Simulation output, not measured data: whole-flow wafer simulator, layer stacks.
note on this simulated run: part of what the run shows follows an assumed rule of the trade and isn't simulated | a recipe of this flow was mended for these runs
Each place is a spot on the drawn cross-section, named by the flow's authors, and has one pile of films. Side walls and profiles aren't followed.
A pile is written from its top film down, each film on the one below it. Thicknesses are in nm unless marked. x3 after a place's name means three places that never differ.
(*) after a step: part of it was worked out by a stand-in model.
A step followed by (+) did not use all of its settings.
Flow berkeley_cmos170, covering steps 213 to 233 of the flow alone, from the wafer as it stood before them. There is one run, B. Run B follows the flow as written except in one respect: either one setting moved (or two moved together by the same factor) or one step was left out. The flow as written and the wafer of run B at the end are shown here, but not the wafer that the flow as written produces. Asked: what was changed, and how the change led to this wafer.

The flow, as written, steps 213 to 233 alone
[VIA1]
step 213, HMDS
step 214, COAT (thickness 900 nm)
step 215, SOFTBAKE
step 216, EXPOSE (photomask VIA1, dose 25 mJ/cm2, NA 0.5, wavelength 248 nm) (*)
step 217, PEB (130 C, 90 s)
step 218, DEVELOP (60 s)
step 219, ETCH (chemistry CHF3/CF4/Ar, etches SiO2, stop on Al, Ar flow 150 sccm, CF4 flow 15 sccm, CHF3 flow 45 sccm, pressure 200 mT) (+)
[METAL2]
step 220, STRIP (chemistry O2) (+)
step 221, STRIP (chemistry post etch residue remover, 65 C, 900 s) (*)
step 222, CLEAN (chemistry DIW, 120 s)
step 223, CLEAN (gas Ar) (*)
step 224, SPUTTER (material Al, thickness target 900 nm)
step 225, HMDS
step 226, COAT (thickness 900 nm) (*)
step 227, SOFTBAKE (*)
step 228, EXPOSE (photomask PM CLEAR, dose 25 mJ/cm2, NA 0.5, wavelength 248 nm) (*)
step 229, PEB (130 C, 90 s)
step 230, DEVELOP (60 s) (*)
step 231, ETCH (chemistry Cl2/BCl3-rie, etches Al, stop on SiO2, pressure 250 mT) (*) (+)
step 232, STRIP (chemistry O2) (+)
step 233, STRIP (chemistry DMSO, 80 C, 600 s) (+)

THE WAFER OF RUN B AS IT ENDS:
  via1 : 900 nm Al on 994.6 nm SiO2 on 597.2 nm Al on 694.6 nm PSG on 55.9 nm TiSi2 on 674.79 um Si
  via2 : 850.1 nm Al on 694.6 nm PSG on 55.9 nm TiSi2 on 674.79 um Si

What caused this: step 216, EXPOSE: photomask VIA2 was run, while the flow as written has photomask VIA1.

The path from the change to this, step by step:
  step 218, DEVELOP (60 s)
      via1: KrF-resist loses 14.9 (it would be, as written: KrF-resist loses 898 (all of it))
      via2: KrF-resist loses 898 (all of it) (it would be, as written: KrF-resist loses 14.9)
  step 219, ETCH (chemistry CHF3/CF4/Ar, etches SiO2, stop on Al, Ar flow 150 sccm, CF4 flow 15 sccm, CHF3 flow 45 sccm, pressure 200 mT) (+)
      via1: KrF-resist loses 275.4 (it would be, as written: SiO2 loses 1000 (all of it), Al loses 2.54)
      via2: SiO2 loses 1000 (all of it), Al loses 2.54 (it would be, as written: KrF-resist loses 275.4)
  step 220, STRIP (chemistry O2) (+)
      via1: KrF-resist loses 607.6 (all of it) (it would be, as written: nothing)
      via2: nothing (it would be, as written: KrF-resist loses 607.6 (all of it))
  step 221, STRIP (chemistry post etch residue remover, 65 C, 900 s) (*)
      via1: nothing (it would be, as written: Al loses 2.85)
      via2: Al loses 2.85 (it would be, as written: nothing)
  step 223, CLEAN (gas Ar) (*)
      via1: SiO2 loses 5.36 (it would be, as written: Al loses 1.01)
      via2: Al loses 1.01 (it would be, as written: SiO2 loses 5.36)
  step 224, SPUTTER (material Al, thickness target 900 nm)
      via1: Al gains 900 (new film) (it would be, as written: Al gains 259.4)
      via2: Al gains 259.4 (it would be, as written: Al gains 900 (new film))
  step 226, COAT (thickness 900 nm) (*)
      m1: KrF-resist gains 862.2 (new film) (it would be, as written: KrF-resist gains 821.4 (new film))
      via1: KrF-resist gains 885.3 (new film) (it would be, as written: KrF-resist gains 2428.6 (new film))
      (also at 2 further places)
  step 229, PEB (130 C, 90 s)
      via1: KrF-resist loses 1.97 (it would be, as written: KrF-resist loses 7.55)
      via2: KrF-resist loses 7.55 (it would be, as written: KrF-resist loses 1.97)
  step 232, STRIP (chemistry O2) (+)
      contact: KrF-resist loses 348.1 (all of it) (it would be, as written: KrF-resist loses 339.5 (all of it))
      m1: KrF-resist loses 312 (all of it) (it would be, as written: KrF-resist loses 271.3 (all of it))
      (also at 3 further places)
If metal films that touch count as one body, via1 has 2 bodies (between them, from the top down: SiO2 994.6); the flow as written gives 1 body.
If metal films that touch count as one body, via2 has 1 body; the flow as written gives 2 bodies (between them, from the top down: SiO2 994.6).
